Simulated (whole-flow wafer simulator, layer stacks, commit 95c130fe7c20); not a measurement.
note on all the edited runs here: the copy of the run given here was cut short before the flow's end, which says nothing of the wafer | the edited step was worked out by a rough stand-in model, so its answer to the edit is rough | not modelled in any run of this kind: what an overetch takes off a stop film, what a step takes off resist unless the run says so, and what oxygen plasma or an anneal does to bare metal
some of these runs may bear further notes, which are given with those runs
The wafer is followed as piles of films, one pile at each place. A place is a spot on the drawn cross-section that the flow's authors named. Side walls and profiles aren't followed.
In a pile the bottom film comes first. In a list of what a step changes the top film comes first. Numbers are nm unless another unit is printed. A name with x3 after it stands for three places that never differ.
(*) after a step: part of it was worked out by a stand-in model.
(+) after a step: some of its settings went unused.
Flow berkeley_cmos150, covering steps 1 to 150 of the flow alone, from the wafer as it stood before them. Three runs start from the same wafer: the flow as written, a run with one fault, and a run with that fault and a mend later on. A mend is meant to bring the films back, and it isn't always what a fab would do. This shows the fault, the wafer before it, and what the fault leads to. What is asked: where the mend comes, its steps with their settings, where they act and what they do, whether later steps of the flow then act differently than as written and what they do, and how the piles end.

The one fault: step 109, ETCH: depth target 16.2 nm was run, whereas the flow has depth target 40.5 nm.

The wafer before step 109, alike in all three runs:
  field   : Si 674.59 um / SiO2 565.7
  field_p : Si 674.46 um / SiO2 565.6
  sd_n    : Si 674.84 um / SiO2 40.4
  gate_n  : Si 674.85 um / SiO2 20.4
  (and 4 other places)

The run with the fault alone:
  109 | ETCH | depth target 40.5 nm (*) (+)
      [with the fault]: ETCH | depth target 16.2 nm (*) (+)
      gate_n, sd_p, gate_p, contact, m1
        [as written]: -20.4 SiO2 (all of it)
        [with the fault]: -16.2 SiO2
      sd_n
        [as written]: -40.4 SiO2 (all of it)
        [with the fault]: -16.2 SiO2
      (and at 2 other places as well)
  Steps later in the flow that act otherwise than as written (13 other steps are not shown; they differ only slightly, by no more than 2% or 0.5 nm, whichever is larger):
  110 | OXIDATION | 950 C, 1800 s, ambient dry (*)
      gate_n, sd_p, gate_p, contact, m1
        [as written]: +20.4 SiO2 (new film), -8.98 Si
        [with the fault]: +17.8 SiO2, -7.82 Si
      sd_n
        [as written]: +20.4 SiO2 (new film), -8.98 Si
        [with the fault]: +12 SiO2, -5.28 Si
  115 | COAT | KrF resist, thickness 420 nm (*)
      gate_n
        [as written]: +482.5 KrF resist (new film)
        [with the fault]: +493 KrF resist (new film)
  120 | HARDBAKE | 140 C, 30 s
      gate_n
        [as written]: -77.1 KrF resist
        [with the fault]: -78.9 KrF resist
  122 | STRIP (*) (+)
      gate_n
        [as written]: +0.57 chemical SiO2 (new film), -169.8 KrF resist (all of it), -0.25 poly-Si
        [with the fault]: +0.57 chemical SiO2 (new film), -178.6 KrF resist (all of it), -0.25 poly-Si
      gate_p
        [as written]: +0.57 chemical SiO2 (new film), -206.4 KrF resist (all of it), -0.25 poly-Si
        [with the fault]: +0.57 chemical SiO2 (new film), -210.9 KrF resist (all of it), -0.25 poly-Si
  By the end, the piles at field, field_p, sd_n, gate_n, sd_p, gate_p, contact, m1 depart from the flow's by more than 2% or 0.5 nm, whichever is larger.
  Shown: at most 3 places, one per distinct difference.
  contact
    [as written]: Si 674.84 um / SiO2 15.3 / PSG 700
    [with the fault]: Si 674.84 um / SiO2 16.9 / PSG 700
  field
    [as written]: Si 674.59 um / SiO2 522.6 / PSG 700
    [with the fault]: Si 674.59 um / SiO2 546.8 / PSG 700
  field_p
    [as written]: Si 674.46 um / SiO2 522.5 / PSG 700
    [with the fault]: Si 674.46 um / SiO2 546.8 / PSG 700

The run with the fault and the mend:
  The mend stands after step 109.
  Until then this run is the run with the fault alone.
  109a | ETCH | depth target 24.3 nm (*) (+) (the flow's step 109, run once more with other settings)
      gate_n, sd_p, gate_p, contact, m1
        -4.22 SiO2 (all of it)
      field, field_p
        -24.3 SiO2
      sd_n
        -24.2 SiO2 (all of it)
  None of the later steps of the flow differs from how it acts as written, at any place that is followed, by more than 2% or 0.5 nm, whichever is larger.
  The piles end the same as the flow's at every place that both follow.
